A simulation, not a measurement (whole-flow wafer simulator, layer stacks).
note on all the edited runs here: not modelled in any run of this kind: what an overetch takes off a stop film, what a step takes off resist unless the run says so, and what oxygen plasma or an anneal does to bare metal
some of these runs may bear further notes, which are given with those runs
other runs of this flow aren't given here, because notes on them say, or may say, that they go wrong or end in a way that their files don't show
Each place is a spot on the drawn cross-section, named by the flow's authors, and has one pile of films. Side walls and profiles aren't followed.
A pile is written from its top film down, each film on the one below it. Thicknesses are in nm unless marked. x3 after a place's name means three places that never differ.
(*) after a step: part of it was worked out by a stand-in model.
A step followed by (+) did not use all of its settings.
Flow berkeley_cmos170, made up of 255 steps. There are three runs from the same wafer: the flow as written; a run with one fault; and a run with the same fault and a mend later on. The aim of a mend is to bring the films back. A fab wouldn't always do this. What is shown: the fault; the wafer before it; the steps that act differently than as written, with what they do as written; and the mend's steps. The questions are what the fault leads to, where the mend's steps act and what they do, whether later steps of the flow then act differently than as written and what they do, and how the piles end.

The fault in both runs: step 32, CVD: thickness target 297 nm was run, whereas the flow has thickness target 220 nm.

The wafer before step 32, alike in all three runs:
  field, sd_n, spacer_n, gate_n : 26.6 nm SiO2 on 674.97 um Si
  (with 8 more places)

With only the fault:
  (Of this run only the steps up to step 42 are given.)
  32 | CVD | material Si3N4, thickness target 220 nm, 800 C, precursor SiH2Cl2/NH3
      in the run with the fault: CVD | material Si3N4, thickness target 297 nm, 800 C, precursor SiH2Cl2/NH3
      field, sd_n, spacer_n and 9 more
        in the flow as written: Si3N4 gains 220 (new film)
        in the run with the fault: Si3N4 gains 297 (new film)
  Steps later in the flow that act otherwise than as written:
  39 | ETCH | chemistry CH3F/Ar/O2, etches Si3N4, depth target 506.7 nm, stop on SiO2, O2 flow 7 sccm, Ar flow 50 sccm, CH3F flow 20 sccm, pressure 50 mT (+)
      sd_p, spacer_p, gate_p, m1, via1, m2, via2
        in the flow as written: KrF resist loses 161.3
        in the run with the fault: KrF resist loses 212.7
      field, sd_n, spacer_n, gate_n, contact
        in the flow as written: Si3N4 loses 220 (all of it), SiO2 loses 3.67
        in the run with the fault: Si3N4 loses 297 (all of it), SiO2 loses 3.67
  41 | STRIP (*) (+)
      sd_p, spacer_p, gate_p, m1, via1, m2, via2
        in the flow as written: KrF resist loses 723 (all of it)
        in the run with the fault: KrF resist loses 671.7 (all of it)
  The piles after step 42 differ from the flow's at sd_p, spacer_p, gate_p, m1, via1, m2, via2 by more than 2% or 0.5 nm, whichever is larger.
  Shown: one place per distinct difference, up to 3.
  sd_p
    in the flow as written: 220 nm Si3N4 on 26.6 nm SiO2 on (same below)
    in the run with the fault: 297 nm Si3N4 on 26.6 nm SiO2 on (same below)

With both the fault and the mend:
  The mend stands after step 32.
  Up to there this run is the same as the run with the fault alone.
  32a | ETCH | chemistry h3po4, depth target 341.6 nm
      field, sd_n, spacer_n and 9 more
        Si3N4 loses 297 (all of it)
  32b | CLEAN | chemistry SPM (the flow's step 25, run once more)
      alters no film at any place that is followed
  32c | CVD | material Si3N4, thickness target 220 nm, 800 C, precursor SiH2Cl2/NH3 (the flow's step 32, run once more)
      field, sd_n, spacer_n and 9 more
        Si3N4 gains 220 (new film)
  Every later step of the flow that is run acts as written at every place that is followed.
  The piles end the same as the flow's at every place that both follow.
